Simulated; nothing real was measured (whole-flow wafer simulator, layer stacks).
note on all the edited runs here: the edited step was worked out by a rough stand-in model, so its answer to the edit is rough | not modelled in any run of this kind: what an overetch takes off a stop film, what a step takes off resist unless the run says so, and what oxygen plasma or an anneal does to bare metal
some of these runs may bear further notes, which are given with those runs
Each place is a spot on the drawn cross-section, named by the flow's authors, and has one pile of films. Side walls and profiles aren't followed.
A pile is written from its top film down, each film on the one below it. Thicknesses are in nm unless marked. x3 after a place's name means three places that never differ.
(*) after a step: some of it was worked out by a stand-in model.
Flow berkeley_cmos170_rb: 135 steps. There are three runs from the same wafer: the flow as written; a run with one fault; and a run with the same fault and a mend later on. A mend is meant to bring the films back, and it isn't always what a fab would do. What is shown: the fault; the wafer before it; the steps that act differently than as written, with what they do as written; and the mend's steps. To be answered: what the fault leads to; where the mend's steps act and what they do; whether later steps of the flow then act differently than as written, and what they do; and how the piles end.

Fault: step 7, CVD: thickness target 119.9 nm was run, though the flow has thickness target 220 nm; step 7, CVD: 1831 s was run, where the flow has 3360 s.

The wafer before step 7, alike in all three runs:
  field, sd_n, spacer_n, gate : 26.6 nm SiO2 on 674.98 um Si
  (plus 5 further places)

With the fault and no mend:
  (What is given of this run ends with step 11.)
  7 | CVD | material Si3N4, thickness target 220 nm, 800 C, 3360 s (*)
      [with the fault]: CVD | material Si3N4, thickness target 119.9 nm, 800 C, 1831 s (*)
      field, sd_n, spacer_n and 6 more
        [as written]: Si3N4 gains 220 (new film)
        [with the fault]: Si3N4 gains 119.9 (new film)
  Every later step of the flow up to step 11 that is run acts as written at every place that is followed.
  After step 11, at field, sd_n, spacer_n and 6 more, the piles differ from the flow's by more than 2% or 0.5 nm, whichever is larger.
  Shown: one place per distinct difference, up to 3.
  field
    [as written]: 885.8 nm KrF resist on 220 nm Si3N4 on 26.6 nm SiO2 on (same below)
    [with the fault]: 885.8 nm KrF resist on 119.9 nm Si3N4 on 26.6 nm SiO2 on (same below)
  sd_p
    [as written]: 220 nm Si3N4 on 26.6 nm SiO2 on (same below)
    [with the fault]: 119.9 nm Si3N4 on 26.6 nm SiO2 on (same below)

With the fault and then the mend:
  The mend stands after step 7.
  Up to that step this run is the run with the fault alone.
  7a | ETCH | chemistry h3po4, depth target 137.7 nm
      field, sd_n, spacer_n and 6 more
        Si3N4 loses 119.9 (all of it)
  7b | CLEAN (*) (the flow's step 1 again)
      alters no film at any place that is followed
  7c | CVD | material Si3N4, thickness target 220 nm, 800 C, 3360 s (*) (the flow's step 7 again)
      field, sd_n, spacer_n and 6 more
        Si3N4 gains 220 (new film)
  Every later step of the flow that is run acts as written at every place that is followed.
  The piles end the same as the flow's at every place that both follow.
